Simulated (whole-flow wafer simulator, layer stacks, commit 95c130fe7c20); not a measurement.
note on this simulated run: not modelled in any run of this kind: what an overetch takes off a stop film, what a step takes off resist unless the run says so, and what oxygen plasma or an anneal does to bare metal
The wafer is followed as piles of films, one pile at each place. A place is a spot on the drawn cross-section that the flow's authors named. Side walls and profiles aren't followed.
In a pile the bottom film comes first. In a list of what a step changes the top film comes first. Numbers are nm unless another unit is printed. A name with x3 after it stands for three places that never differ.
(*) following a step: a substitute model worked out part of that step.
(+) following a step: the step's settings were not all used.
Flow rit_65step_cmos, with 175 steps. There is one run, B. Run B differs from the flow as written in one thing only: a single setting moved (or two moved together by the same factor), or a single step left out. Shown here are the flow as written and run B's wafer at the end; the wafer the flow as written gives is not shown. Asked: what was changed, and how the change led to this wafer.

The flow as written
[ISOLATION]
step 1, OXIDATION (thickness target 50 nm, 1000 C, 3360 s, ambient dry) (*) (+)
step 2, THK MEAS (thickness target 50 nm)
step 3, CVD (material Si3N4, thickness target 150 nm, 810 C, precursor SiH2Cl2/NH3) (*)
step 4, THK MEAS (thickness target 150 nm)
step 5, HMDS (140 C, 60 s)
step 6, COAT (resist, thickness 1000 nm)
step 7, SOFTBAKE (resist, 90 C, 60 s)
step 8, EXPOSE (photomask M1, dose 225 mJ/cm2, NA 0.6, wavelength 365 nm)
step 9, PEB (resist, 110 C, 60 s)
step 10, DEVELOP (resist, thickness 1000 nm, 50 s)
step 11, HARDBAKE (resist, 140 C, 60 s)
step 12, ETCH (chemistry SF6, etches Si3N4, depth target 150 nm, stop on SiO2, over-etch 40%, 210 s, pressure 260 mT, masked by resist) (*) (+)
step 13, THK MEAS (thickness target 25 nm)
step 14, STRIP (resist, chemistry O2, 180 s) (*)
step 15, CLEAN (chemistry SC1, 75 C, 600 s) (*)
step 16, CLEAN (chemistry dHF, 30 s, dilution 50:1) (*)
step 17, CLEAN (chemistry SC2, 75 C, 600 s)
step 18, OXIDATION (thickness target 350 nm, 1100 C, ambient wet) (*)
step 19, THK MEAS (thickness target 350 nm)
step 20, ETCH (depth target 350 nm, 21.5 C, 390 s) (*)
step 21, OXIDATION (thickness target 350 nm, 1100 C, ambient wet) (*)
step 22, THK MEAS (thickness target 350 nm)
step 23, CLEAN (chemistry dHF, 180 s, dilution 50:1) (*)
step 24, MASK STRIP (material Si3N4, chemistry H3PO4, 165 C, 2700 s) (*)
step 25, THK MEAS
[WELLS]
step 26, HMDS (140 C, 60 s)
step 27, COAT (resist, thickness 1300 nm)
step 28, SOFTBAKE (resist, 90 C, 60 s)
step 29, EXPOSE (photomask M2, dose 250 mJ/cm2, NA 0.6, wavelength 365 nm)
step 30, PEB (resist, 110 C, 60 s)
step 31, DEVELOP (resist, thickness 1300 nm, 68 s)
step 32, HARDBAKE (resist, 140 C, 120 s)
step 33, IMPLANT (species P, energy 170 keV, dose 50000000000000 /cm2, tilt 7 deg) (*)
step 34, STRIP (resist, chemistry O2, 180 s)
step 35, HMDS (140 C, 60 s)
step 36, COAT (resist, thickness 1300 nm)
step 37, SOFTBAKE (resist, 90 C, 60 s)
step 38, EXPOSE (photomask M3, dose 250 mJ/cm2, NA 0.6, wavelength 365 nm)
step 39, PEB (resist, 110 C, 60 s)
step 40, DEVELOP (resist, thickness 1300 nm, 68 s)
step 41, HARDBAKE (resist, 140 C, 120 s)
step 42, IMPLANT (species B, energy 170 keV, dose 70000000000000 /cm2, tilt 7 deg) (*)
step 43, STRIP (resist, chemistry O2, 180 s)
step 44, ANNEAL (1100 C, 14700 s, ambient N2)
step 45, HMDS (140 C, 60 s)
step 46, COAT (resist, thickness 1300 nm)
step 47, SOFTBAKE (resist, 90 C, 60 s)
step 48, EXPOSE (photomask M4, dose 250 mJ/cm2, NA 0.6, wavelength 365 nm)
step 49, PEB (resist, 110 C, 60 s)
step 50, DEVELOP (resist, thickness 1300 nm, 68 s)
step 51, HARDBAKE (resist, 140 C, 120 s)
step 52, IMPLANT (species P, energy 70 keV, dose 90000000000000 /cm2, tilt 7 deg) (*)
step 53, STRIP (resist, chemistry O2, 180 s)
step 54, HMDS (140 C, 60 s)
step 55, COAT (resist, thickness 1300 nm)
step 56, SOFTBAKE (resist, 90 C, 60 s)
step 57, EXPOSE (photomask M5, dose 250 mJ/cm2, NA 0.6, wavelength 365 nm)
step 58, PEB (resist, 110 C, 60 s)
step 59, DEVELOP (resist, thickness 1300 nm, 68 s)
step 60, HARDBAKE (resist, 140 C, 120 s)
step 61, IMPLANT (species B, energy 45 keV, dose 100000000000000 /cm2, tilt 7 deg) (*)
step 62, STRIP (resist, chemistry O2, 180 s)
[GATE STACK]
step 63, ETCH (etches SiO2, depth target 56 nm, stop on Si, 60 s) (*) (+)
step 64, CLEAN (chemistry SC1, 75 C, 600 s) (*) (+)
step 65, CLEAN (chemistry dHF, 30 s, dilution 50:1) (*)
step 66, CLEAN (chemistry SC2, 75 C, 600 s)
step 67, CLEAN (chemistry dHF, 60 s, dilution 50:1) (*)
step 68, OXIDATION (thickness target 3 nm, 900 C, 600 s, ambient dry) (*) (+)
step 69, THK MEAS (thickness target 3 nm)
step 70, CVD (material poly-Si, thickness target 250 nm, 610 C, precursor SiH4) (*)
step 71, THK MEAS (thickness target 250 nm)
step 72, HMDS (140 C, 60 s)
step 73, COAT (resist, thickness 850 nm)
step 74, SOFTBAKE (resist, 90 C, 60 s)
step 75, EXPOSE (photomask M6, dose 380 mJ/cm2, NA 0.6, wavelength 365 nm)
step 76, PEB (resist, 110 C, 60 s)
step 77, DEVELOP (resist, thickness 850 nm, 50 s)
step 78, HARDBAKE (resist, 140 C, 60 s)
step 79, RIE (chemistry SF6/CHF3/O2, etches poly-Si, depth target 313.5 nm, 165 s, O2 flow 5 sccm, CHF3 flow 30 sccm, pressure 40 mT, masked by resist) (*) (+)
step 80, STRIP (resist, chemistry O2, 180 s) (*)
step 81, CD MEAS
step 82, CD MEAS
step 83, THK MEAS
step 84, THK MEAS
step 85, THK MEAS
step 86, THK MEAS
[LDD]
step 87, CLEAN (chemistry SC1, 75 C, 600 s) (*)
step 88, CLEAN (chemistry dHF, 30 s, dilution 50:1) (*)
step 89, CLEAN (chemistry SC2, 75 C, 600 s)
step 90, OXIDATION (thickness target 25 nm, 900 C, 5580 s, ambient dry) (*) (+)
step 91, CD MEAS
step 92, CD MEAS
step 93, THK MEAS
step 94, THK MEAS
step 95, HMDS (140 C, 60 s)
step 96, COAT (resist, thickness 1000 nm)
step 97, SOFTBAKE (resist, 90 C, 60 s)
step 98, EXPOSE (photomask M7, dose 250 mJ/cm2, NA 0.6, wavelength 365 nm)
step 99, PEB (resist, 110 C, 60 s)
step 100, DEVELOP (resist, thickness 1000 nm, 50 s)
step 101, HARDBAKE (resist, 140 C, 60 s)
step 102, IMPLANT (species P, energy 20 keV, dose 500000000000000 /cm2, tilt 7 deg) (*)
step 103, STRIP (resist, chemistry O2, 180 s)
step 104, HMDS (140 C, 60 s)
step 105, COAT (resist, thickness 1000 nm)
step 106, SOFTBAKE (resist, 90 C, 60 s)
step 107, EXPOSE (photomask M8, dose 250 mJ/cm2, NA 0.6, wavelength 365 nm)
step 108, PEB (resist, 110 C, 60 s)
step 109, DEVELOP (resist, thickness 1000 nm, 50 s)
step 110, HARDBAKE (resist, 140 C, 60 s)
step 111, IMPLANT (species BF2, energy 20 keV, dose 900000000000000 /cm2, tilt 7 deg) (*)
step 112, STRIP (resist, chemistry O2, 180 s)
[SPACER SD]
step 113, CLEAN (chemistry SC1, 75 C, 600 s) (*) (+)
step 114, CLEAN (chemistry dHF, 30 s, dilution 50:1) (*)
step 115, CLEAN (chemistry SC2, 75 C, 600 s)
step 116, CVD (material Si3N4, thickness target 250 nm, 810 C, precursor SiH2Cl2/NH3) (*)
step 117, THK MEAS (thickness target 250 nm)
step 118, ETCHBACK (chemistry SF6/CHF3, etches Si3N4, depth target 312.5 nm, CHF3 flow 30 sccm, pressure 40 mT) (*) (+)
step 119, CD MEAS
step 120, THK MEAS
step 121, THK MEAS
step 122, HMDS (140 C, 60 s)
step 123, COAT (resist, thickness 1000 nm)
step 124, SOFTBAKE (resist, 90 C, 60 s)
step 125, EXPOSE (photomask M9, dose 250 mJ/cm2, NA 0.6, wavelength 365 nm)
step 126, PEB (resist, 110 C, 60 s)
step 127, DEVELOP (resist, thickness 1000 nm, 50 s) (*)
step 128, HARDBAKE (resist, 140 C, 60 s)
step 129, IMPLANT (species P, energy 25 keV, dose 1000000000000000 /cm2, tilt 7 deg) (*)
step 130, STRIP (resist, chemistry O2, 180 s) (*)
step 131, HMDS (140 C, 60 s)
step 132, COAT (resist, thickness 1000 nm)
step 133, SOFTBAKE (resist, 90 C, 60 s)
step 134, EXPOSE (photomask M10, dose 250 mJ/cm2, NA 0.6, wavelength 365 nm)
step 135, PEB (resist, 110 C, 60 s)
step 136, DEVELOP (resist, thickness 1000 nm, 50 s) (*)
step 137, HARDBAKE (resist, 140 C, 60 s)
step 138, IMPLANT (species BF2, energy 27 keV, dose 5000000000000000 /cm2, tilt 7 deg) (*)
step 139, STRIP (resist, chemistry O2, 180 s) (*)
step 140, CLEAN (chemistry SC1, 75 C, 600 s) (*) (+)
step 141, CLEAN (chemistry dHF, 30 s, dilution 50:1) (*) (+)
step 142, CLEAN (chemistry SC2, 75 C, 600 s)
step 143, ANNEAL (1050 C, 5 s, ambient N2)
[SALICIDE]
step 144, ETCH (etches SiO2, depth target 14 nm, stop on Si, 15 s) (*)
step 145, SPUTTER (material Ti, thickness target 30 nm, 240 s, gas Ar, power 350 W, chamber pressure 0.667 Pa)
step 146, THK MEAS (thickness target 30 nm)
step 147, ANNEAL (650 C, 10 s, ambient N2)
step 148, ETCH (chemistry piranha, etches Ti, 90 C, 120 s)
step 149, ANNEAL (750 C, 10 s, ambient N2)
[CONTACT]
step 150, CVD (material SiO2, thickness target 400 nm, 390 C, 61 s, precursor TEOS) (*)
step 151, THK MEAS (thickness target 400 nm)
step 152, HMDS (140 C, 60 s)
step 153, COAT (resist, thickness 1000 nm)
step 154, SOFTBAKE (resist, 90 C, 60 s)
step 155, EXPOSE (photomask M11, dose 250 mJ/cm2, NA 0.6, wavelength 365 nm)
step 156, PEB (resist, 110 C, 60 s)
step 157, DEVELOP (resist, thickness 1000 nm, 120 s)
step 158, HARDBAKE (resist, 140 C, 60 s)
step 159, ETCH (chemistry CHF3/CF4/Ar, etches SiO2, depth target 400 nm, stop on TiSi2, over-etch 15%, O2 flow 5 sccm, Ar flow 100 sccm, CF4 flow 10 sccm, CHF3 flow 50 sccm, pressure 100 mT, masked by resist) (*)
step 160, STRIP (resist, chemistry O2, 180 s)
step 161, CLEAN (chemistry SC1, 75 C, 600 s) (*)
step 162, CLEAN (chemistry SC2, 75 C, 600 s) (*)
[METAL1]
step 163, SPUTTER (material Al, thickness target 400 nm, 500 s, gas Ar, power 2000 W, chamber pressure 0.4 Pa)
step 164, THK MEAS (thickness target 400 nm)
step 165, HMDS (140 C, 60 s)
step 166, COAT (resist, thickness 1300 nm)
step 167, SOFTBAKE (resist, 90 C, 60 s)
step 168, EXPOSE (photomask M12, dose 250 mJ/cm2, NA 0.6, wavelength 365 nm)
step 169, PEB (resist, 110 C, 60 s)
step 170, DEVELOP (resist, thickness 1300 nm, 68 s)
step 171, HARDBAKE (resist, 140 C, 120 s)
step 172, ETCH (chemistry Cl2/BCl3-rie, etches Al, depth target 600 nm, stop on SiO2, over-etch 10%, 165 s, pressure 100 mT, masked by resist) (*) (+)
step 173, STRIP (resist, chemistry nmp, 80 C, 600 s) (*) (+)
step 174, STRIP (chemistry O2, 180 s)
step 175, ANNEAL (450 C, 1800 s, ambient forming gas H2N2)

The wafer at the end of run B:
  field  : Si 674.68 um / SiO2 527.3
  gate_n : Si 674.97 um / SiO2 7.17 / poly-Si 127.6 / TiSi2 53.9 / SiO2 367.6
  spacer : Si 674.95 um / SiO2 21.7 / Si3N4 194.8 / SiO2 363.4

Cause: step 102, IMPLANT: species P, energy 20 keV, dose 500000000000000 /cm2, tilt 7 deg (*), was omitted.

Step by step, how the change led to this:
  step 114, CLEAN (chemistry dHF, 30 s, dilution 50:1) (*)
      field, active_n, gate_n, spacer, sd_n, contact, m1: SiO2 loses 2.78 (it would be, as written: SiO2 loses 10.5)
  step 118, ETCHBACK (chemistry SF6/CHF3, etches Si3N4, depth target 312.5 nm, CHF3 flow 30 sccm, pressure 40 mT) (*) (+)
      gate_n: Si3N4 loses 250 (all of it), SiO2 loses 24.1 (all of it), poly-Si loses 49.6 (it would be, as written: Si3N4 loses 250 (all of it), SiO2 loses 16.3 (all of it), poly-Si loses 65.5)
  step 145, SPUTTER (material Ti, thickness target 30 nm, 240 s, gas Ar, power 350 W, chamber pressure 0.667 Pa)
      gate_n: Ti gains 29 (new film) (it would be, as written: Ti gains 27.3 (new film))
  step 147, ANNEAL (650 C, 10 s, ambient N2)
      gate_n: Ti loses 22.6, TiSi first gains 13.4 (new film), TiSi2 C49 gains 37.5 (new film), poly-Si loses 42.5 (it would be, as written: Ti loses 21.3, TiSi first gains 9.82 (new film), TiSi2 C49 gains 39.5 (new film), poly-Si loses 41.9)
  step 149, ANNEAL (750 C, 10 s, ambient N2)
      gate_n: TiSi2 gains 53.9 (new film), TiSi first loses 13.3 (all of it), TiSi2 C49 loses 37.5 (all of it), poly-Si loses 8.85 (it would be, as written: TiSi2 gains 50.8 (new film), TiSi first loses 9.72 (all of it), TiSi2 C49 loses 39.5 (all of it), poly-Si loses 6.48)
  step 150, CVD (material SiO2, thickness target 400 nm, 390 C, 61 s, precursor TEOS) (*)
      gate_n: SiO2 gains 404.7 (new film) (it would be, as written: SiO2 gains 413.1 (new film))
